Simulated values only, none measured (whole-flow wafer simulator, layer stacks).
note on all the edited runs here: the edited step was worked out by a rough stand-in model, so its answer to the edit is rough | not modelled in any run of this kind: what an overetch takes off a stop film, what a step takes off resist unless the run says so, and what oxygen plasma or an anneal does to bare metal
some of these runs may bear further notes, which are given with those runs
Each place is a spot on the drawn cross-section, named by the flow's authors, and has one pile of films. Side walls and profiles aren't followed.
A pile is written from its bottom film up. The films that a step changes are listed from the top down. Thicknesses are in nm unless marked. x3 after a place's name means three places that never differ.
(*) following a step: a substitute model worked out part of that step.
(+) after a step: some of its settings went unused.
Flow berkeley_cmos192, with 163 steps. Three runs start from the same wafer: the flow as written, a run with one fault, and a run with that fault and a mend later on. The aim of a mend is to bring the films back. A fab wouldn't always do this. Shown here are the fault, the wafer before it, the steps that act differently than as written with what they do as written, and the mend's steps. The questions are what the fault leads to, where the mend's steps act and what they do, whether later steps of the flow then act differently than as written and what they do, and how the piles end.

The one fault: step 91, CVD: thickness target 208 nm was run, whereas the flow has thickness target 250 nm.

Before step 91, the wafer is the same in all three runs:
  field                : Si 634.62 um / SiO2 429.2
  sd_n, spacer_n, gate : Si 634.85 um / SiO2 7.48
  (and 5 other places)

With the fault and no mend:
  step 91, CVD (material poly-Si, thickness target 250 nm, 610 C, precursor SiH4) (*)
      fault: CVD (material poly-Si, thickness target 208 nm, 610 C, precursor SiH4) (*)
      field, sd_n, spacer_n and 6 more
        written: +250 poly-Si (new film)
        fault: +208 poly-Si (new film)
  Steps later in the flow that act otherwise than as written (16 more steps, not shown, differ only slightly: by at most 2% or 0.5 nm, whichever is larger):
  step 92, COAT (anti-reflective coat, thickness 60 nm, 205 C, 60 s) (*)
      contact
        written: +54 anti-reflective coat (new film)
        fault: +52.9 anti-reflective coat (new film)
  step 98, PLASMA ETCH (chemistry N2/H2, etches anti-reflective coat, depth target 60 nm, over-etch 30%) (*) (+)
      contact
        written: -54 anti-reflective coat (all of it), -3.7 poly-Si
        fault: -52.9 anti-reflective coat (all of it), -3.65 poly-Si
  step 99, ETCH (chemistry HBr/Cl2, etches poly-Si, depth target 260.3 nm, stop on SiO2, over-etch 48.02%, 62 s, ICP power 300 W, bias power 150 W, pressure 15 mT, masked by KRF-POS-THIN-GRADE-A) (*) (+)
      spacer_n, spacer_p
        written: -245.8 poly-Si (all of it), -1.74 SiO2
        fault: -203.9 poly-Si (all of it), -4.97 SiO2
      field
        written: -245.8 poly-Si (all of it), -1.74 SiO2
        fault: -203.9 poly-Si (all of it), -4.96 SiO2
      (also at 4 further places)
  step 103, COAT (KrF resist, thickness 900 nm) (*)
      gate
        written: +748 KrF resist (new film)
        fault: +782.3 KrF resist (new film)
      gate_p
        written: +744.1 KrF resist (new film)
        fault: +778.3 KrF resist (new film)
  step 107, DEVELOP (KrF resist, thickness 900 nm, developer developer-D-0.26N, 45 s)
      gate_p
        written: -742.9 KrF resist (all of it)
        fault: -777.1 KrF resist (all of it)
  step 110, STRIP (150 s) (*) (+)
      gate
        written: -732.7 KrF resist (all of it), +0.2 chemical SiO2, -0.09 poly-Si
        fault: -766.8 KrF resist (all of it), +0.2 chemical SiO2, -0.09 poly-Si
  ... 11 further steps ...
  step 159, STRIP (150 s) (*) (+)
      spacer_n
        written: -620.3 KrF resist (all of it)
        fault: -642.4 KrF resist (all of it)
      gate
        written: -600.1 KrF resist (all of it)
        fault: -619.9 KrF resist (all of it)
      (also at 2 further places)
  The piles end different from the flow's at spacer_n, gate, spacer_p, gate_p by more than 2% or 0.5 nm, whichever is larger.
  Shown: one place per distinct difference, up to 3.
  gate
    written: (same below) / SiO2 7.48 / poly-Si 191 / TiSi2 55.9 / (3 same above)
    fault: (same below) / SiO2 7.48 / poly-Si 149 / TiSi2 55.9 / (3 same above)
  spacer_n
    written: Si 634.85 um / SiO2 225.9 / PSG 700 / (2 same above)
    fault: Si 634.85 um / SiO2 183.9 / PSG 700 / (2 same above)
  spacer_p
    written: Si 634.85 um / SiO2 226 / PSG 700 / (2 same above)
    fault: Si 634.85 um / SiO2 184 / PSG 700 / (2 same above)

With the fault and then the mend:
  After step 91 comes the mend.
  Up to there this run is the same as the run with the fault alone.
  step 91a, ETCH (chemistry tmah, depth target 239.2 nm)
      field, sd_n, spacer_n and 6 more
        -208 poly-Si (all of it)
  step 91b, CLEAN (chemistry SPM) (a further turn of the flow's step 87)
      alters no film at any place that is followed
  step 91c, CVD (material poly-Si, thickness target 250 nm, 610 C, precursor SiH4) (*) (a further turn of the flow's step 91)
      field, sd_n, spacer_n and 6 more
        +250 poly-Si (new film)
  Every later step of the flow that is run acts as written at every place that is followed.
  At every place that both follow, the piles at the end match the flow's.
